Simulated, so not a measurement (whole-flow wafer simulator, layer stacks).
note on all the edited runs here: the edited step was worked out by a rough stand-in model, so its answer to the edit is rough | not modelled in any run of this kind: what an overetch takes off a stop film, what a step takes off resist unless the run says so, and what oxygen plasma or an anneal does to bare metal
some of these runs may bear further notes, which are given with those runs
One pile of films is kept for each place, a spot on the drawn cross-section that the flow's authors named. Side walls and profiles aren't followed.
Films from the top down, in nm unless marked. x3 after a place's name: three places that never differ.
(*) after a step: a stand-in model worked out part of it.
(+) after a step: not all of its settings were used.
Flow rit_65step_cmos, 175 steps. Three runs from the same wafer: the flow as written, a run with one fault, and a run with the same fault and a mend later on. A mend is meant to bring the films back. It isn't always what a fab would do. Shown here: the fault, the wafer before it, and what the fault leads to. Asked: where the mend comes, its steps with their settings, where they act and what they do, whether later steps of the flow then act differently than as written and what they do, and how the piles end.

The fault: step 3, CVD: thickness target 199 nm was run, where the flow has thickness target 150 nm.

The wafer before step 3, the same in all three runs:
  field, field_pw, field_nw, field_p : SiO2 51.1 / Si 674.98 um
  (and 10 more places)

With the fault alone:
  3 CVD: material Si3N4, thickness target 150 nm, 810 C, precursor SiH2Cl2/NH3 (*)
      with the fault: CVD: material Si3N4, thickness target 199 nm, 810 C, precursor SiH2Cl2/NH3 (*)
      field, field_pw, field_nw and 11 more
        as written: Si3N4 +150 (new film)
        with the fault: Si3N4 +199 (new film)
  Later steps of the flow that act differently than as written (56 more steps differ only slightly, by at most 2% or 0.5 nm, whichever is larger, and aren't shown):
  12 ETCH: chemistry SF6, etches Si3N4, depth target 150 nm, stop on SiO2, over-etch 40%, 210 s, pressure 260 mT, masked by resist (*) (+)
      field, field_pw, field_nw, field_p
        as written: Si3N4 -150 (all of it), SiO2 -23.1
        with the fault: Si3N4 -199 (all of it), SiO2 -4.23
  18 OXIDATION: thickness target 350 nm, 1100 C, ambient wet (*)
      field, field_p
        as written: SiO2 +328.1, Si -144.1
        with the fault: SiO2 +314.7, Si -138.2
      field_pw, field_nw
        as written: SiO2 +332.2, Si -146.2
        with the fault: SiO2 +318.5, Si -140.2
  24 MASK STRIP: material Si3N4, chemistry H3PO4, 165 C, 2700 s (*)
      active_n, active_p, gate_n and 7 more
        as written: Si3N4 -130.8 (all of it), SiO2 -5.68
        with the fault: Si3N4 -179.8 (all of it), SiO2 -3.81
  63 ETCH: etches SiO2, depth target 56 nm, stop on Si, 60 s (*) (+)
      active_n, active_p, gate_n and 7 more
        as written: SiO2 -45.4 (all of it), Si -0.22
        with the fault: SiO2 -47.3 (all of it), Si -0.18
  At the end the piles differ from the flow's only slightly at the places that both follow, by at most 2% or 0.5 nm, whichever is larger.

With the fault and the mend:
  The mend comes after step 4.
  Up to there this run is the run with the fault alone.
  4a ETCH: chemistry h3po4, depth target 228.8 nm
      field, field_pw, field_nw and 11 more
        Si3N4 -199 (all of it)
  4b CLEAN: chemistry SC2, 75 C, 600 s
      changes no film at any place that is followed
  4c CVD: material Si3N4, thickness target 150 nm, 810 C, precursor SiH2Cl2/NH3 (*) (the flow's step 3 once more)
      field, field_pw, field_nw and 11 more
        Si3N4 +150 (new film)
  No later step of the flow acts differently than as written at any place that is followed.
  At the end the piles are the same as the flow's at every place that both follow.
